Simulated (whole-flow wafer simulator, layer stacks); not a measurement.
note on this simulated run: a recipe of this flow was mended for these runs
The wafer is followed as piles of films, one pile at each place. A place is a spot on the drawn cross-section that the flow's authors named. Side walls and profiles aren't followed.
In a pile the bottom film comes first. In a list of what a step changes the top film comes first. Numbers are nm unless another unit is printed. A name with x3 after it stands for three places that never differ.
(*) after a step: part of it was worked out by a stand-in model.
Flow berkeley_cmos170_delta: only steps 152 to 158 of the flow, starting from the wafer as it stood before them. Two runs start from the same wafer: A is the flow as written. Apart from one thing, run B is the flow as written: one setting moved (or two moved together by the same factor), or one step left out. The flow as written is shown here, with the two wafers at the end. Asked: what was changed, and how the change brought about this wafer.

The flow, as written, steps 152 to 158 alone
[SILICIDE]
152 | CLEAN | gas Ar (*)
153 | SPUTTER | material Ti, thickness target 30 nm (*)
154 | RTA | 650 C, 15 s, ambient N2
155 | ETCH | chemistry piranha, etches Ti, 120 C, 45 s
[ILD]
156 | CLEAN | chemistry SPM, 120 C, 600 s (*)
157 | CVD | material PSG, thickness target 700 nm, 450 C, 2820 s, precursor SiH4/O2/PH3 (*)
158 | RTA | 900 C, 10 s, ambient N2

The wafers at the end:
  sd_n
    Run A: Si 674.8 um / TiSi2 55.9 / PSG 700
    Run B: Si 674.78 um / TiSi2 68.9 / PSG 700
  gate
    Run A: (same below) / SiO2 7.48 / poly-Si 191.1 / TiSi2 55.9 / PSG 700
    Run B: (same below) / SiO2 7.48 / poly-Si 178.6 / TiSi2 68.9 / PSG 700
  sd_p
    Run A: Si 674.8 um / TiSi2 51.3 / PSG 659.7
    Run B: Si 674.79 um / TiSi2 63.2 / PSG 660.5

What caused this: step 153, SPUTTER: thickness target 37 nm was run, while the flow as written has thickness target 30 nm; step 155, ETCH: 56 s was run, where the flow has 45 s.

How this came from the change, step by step:
  153 | SPUTTER | material Ti, thickness target 30 nm (*)
      field, sd_n, spacer_n, gate, spacer_p, gate_p, contact x2: A Ti gains 30 (new film) | B Ti gains 37 (new film)
      sd_p: A Ti gains 27.5 (new film) | B Ti gains 33.9 (new film)
  154 | RTA | 650 C, 15 s, ambient N2
      sd_n, contact x2: A Ti loses 23.4, TiSi first gains 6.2 (new film), TiSi2 C49 gains 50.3 (new film), Si loses 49 | B Ti loses 28.9, TiSi first gains 21.1 (new film), TiSi2 C49 gains 42.1 (new film), Si loses 51.5
      gate, gate_p: A Ti loses 23.4, TiSi first gains 6.2 (new film), TiSi2 C49 gains 50.3 (new film), poly-Si loses 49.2 | B Ti loses 28.9, TiSi first gains 21.1 (new film), TiSi2 C49 gains 42.1 (new film), poly-Si loses 51.7
      (also at 1 further place)
  155 | ETCH | chemistry piranha, etches Ti, 120 C, 45 s
      sd_n, gate, gate_p, contact x2: A Ti loses 6.6 (all of it), TiSi first loses 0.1 | B Ti loses 8.14 (all of it), TiSi first loses 0.13
      field, spacer_n, spacer_p: A Ti loses 30 (all of it) | B Ti loses 37 (all of it)
      (also at 1 further place)
  158 | RTA | 900 C, 10 s, ambient N2
      sd_n, contact x2: A under 1 film: TiSi2 gains 55.9 (new film), TiSi first loses 6.09 (all of it), TiSi2 C49 loses 50.3 (all of it), Si loses 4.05 | B under 1 film: TiSi2 gains 68.9 (new film), TiSi first loses 20.9 (all of it), TiSi2 C49 loses 42.1 (all of it), Si loses 13.9
      gate, gate_p: A under 1 film: TiSi2 gains 55.9 (new film), TiSi first loses 6.09 (all of it), TiSi2 C49 loses 50.3 (all of it), poly-Si loses 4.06 | B under 1 film: TiSi2 gains 68.9 (new film), TiSi first loses 20.9 (all of it), TiSi2 C49 loses 42.1 (all of it), poly-Si loses 14
      (also at 1 further place)
